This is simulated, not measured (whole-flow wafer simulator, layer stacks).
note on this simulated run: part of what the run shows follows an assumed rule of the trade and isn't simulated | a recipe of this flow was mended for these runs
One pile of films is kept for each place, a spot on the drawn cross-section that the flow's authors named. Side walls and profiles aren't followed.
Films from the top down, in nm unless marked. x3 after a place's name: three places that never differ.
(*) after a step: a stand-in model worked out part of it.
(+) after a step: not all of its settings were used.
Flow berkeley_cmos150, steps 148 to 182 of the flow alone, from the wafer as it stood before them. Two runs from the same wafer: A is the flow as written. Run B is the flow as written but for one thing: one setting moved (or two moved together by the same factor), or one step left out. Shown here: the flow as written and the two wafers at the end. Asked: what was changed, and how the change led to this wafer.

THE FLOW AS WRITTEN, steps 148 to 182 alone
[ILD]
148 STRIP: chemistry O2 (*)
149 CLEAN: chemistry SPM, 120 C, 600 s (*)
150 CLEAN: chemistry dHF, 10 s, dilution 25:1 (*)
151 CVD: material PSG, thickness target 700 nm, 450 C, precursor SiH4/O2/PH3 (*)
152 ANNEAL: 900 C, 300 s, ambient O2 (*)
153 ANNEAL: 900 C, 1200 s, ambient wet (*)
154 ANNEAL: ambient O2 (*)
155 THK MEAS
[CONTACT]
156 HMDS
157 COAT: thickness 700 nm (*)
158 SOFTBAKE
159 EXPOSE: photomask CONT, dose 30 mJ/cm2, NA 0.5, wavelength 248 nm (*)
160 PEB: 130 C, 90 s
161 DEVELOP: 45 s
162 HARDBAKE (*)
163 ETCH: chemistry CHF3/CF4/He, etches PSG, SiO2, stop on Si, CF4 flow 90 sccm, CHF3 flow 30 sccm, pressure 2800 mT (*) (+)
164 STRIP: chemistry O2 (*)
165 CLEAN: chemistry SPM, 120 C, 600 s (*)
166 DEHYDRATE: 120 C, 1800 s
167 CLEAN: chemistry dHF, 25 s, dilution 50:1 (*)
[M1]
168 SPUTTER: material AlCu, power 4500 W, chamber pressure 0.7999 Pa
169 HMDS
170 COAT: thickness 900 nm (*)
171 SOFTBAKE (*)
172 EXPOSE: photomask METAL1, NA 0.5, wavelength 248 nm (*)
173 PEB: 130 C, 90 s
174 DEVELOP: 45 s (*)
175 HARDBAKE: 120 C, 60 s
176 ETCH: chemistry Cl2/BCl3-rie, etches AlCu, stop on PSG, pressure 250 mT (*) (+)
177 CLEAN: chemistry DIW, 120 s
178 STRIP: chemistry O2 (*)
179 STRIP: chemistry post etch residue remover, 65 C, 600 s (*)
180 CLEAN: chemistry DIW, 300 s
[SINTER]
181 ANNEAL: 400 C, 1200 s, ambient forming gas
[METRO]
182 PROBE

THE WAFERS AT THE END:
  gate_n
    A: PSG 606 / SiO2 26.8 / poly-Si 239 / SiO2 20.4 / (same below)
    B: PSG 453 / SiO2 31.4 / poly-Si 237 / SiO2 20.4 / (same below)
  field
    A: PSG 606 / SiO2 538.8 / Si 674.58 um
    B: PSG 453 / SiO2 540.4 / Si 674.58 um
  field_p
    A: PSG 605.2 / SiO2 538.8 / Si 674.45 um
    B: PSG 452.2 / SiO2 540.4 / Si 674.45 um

The cause: step 151, CVD: thickness target 532 nm was run, where the flow has thickness target 700 nm; step 167, CLEAN: 19 s was run, where the flow has 25 s.

How the change led to this, step by step:
  151 CVD: material PSG, thickness target 700 nm, 450 C, precursor SiH4/O2/PH3 (*)
      field, field_p, sd_n, gate_n, gate_p, contact, m1: A PSG +700 (new film) | B PSG +532 (new film)
      sd_p: A PSG +639.5 (new film) | B PSG +489.7 (new film)
  153 ANNEAL: 900 C, 1200 s, ambient wet (*)
      sd_n, contact, m1: A PSG -35, SiO2 +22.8, Si -10 | B PSG -26.6, SiO2 +26, Si -11.5
      field, field_p: A PSG -35, SiO2 +16.3, Si -7.15 | B PSG -26.6, SiO2 +17.9, Si -7.86
      (and at 3 more places)
  157 COAT: thickness 700 nm (*)
      sd_p: A KrF-resist +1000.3 (new film) | B KrF-resist +972.7 (new film)
  163 ETCH: chemistry CHF3/CF4/He, etches PSG, SiO2, stop on Si, CF4 flow 90 sccm, CHF3 flow 30 sccm, pressure 2800 mT (*) (+)
      field, field_p, sd_n, gate_n, sd_p, gate_p, m1: A KrF-resist -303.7 | B KrF-resist -247.8
      contact: A PSG -665 (all of it), SiO2 -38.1 (all of it), Si -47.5 | B PSG -505.4 (all of it), SiO2 -41.3 (all of it), Si -47.5
  164 STRIP: chemistry O2 (*)
      field: A KrF-resist -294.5 (all of it) | B KrF-resist -348.8 (all of it)
      field_p: A KrF-resist -397.1 (all of it) | B KrF-resist -448.9 (all of it)
      (and at 5 more places)
  167 CLEAN: chemistry dHF, 25 s, dilution 50:1 (*)
      field, field_p, sd_n, gate_n, sd_p, gate_p, m1: A PSG -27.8 | B PSG -21.1
  168 SPUTTER: material AlCu, power 4500 W, chamber pressure 0.7999 Pa
      sd_p: A AlCu +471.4 (new film) | B AlCu +481.2 (new film)
      contact: A AlCu +443.6 (new film) | B AlCu +478.9 (new film)
  170 COAT: thickness 900 nm (*)
      contact: A thick-KrF-resist +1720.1 (new film) | B thick-KrF-resist +1581.3 (new film)
  175 HARDBAKE: 120 C, 60 s
      contact: A thick-KrF-resist -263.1 | B thick-KrF-resist -241.8
  176 ETCH: chemistry Cl2/BCl3-rie, etches AlCu, stop on PSG, pressure 250 mT (*) (+)
      sd_p: A AlCu -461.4 (all of it), PSG -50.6 | B AlCu -471.2 (all of it), PSG -49.4
  178 STRIP: chemistry O2 (*)
      contact: A thick-KrF-resist -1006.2 (all of it) | B thick-KrF-resist -889 (all of it)
      m1: A thick-KrF-resist -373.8 (all of it) | B thick-KrF-resist -387.5 (all of it)
